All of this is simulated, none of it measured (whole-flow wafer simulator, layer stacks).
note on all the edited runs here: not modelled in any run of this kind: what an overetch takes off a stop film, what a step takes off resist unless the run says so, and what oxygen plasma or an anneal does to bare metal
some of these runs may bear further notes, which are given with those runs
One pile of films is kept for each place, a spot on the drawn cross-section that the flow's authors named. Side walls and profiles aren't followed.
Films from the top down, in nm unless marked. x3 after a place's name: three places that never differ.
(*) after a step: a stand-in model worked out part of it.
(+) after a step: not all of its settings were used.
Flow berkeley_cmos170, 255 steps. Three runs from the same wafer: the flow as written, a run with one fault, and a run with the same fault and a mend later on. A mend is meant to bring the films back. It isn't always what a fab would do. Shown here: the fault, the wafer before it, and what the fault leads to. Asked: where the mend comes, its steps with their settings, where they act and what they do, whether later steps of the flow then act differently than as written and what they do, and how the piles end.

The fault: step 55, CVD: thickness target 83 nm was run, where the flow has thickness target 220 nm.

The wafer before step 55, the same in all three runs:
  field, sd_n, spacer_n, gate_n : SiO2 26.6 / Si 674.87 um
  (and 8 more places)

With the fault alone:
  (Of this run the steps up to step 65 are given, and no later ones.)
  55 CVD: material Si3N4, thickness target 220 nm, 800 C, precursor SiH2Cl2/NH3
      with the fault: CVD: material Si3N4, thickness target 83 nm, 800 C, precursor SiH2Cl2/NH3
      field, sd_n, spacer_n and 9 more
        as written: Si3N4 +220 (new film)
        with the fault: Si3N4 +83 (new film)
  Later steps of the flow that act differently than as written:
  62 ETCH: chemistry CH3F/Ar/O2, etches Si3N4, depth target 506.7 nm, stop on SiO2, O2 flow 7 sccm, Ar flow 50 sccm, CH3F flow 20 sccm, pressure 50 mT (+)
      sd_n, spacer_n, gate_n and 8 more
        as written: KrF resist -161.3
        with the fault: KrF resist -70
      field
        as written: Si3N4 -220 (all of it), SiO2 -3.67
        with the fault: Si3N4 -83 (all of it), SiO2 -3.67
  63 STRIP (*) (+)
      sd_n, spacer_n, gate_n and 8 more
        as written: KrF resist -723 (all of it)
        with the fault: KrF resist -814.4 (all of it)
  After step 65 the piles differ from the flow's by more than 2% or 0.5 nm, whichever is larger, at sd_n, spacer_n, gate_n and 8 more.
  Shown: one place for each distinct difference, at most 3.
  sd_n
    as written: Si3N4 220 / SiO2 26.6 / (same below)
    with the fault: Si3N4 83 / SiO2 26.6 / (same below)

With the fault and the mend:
  The mend comes after step 55.
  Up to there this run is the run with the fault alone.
  55a ETCH: chemistry h3po4, depth target 95.45 nm
      field, sd_n, spacer_n and 9 more
        Si3N4 -83 (all of it)
  55b CLEAN: chemistry SPM
      changes no film at any place that is followed
  55c CVD: material Si3N4, thickness target 220 nm, 800 C, precursor SiH2Cl2/NH3 (the flow's step 55 once more)
      field, sd_n, spacer_n and 9 more
        Si3N4 +220 (new film)
  No later step of the flow acts differently than as written at any place that is followed.
  At the end the piles are the same as the flow's at every place that both follow.
